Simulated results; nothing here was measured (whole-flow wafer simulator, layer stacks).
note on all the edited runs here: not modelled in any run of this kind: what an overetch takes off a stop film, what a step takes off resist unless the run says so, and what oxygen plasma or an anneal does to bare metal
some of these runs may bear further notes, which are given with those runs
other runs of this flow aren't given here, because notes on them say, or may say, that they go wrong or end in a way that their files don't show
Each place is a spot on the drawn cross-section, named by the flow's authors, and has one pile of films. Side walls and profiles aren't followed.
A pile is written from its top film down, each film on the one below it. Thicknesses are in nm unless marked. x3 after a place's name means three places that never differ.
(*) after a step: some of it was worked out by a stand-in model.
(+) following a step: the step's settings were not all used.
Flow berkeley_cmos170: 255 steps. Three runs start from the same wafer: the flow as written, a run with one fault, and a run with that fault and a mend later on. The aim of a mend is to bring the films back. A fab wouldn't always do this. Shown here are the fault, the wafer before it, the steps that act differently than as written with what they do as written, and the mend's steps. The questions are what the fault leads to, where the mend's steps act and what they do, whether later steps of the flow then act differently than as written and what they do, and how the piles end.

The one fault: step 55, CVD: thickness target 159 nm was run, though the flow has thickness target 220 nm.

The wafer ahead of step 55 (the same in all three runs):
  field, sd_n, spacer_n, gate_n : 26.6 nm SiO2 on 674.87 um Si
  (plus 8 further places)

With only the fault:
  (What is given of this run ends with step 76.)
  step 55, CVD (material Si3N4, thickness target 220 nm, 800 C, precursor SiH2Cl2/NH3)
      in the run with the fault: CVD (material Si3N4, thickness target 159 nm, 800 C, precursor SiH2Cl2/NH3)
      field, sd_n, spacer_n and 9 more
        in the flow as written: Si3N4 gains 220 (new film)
        in the run with the fault: Si3N4 gains 159 (new film)
  Later steps of the flow acting differently than as written (not shown: 3 more steps that differ only slightly, by at most 2% or 0.5 nm, whichever is larger):
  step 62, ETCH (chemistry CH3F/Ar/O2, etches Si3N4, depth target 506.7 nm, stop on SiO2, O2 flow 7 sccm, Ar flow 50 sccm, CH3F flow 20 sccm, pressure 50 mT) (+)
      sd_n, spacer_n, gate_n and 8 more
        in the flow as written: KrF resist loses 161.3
        in the run with the fault: KrF resist loses 120.7
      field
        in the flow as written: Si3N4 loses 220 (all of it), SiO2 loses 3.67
        in the run with the fault: Si3N4 loses 159 (all of it), SiO2 loses 3.67
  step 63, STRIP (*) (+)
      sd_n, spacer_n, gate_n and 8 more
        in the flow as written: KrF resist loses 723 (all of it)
        in the run with the fault: KrF resist loses 763.7 (all of it)
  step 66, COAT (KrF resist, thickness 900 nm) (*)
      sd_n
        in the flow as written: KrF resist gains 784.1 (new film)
        in the run with the fault: KrF resist gains 814.5 (new film)
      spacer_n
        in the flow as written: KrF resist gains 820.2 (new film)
        in the run with the fault: KrF resist gains 841.2 (new film)
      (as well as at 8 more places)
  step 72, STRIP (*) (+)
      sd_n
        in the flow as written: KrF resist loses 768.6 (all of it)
        in the run with the fault: KrF resist loses 799 (all of it)
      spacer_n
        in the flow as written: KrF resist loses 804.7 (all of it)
        in the run with the fault: KrF resist loses 825.7 (all of it)
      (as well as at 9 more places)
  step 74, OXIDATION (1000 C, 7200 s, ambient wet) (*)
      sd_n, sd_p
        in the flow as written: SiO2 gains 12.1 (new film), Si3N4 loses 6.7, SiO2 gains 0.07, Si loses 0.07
        in the run with the fault: SiO2 gains 12.1 (new film), Si3N4 loses 6.7, SiO2 gains 1.17, Si loses 0.52
  Once step 76 is done, the piles at sd_n, spacer_n, gate_n and 8 more depart from the flow's by more than 2% or 0.5 nm, whichever is larger.
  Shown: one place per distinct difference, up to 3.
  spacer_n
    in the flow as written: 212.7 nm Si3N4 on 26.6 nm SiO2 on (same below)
    in the run with the fault: 151.7 nm Si3N4 on 26.6 nm SiO2 on (same below)
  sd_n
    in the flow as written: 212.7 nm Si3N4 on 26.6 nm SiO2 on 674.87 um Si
    in the run with the fault: 151.7 nm Si3N4 on 27.7 nm SiO2 on 674.87 um Si

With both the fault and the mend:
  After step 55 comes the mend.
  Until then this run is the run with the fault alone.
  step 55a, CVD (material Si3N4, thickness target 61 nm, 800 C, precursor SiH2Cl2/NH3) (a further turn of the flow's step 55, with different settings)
      field, sd_n, spacer_n and 9 more
        Si3N4 gains 61
  Every later step of the flow that is run acts as written at every place that is followed.
  The piles end the same as the flow's at every place that both follow.
